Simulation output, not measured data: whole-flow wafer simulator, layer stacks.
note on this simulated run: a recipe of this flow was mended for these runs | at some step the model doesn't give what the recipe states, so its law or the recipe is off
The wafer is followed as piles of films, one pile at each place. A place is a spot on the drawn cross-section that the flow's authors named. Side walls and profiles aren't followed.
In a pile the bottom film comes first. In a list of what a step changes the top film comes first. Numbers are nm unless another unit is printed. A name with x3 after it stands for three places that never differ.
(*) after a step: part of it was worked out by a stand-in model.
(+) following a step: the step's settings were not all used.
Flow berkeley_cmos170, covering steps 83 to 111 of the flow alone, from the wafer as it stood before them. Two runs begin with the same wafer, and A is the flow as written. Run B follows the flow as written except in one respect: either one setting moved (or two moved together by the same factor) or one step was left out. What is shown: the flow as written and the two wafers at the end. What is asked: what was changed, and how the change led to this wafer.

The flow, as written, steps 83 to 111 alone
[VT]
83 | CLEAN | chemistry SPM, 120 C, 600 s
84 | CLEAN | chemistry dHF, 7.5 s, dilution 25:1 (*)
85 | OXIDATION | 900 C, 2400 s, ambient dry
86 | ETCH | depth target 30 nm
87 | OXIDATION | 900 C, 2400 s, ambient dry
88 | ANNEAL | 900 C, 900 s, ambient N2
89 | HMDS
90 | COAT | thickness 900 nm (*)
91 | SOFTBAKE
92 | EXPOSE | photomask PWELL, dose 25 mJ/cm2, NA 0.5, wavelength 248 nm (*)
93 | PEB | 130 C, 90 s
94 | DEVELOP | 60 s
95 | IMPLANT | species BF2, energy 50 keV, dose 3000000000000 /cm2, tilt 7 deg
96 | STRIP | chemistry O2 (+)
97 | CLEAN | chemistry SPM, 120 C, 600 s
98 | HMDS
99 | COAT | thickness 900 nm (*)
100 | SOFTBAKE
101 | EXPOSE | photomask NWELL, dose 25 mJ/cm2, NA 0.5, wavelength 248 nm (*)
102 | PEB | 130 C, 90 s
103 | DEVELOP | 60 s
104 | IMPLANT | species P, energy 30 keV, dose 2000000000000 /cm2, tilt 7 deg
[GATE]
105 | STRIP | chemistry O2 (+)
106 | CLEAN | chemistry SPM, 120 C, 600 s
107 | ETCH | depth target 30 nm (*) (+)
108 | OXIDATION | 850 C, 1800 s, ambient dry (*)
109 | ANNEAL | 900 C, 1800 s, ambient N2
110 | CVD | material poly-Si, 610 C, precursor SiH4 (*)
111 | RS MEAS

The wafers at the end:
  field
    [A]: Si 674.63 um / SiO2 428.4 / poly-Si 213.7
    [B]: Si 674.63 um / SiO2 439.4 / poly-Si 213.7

Cause: step 86, ETCH: depth target 19 nm was run, though the flow has depth target 30 nm.

Step by step, how the change led to this:
  86 | ETCH | depth target 30 nm
      field: A -30 SiO2 | B -19 SiO2
